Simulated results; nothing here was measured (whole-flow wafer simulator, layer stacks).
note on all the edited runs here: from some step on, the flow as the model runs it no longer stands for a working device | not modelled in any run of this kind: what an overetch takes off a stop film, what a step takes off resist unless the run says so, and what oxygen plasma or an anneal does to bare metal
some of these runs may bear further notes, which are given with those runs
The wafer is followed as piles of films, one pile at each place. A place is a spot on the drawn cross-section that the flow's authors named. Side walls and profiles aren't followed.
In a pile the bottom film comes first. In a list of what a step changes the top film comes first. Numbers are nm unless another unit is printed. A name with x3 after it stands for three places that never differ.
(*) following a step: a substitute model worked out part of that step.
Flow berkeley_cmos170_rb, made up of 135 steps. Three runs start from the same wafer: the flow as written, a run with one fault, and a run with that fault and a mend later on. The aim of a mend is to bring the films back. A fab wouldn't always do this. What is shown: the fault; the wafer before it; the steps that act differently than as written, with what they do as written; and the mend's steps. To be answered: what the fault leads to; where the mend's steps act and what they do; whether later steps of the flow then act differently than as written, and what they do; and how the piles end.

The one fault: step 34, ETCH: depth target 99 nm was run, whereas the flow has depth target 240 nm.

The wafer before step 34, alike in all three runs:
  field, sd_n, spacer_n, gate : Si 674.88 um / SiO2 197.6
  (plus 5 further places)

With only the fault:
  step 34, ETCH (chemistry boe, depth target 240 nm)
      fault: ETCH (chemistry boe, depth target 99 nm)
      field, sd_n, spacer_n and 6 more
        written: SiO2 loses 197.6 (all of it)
        fault: SiO2 loses 99
  Steps later in the flow that act otherwise than as written (17 more steps, not shown, differ only slightly: by at most 2% or 0.5 nm, whichever is larger):
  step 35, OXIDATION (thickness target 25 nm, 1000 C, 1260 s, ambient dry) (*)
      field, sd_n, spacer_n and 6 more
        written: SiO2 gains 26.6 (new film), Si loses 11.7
        fault: SiO2 gains 11.8, Si loses 5.18
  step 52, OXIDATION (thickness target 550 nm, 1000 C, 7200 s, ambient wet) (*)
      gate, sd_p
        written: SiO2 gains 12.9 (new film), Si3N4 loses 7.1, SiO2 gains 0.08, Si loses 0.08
        fault: SiO2 gains 12.9 (new film), Si3N4 loses 7.1
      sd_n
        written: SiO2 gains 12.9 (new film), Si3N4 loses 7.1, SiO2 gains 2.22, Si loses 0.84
        fault: SiO2 gains 12.9 (new film), Si3N4 loses 7.1
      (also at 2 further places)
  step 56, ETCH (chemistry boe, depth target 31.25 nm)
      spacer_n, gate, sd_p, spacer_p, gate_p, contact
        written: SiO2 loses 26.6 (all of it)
        fault: SiO2 loses 31.2
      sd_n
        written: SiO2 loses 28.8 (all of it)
        fault: SiO2 loses 31.2
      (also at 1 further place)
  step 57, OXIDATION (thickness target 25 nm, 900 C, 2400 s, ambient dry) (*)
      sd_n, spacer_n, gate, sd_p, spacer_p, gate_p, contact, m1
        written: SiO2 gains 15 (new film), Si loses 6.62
        fault: SiO2 gains 7.2, Si loses 3.17
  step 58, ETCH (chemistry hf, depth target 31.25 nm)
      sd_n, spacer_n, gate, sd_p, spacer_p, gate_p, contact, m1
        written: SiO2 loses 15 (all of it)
        fault: SiO2 loses 31.2
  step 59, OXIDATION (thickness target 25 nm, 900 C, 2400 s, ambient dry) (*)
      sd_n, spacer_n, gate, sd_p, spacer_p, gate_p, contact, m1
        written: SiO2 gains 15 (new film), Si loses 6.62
        fault: SiO2 gains 7.01, Si loses 3.09
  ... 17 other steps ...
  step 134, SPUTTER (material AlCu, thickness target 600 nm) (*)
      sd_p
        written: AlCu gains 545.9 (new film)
        fault: AlCu gains 528.6 (new film)
  The piles end different from the flow's at field, sd_n, spacer_n and 6 more by more than 2% or 0.5 nm, whichever is larger.
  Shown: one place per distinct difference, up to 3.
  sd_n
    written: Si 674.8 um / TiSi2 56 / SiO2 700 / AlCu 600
    fault: Si 674.87 um / SiO2 705.8 / AlCu 600
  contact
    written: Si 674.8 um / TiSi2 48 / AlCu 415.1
    fault: Si 674.85 um / AlCu 411.7
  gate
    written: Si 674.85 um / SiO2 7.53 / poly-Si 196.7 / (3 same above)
    fault: Si 674.87 um / SiO2 34.2 / poly-Si 196.7 / (3 same above)

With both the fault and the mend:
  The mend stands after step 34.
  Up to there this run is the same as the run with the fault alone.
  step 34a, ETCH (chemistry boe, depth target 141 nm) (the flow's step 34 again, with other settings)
      field, sd_n, spacer_n and 6 more
        SiO2 loses 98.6 (all of it)
  Later steps of the flow that are run all act as written at every place that is followed.
  By the end, the piles equal the flow's at every place that both follow.
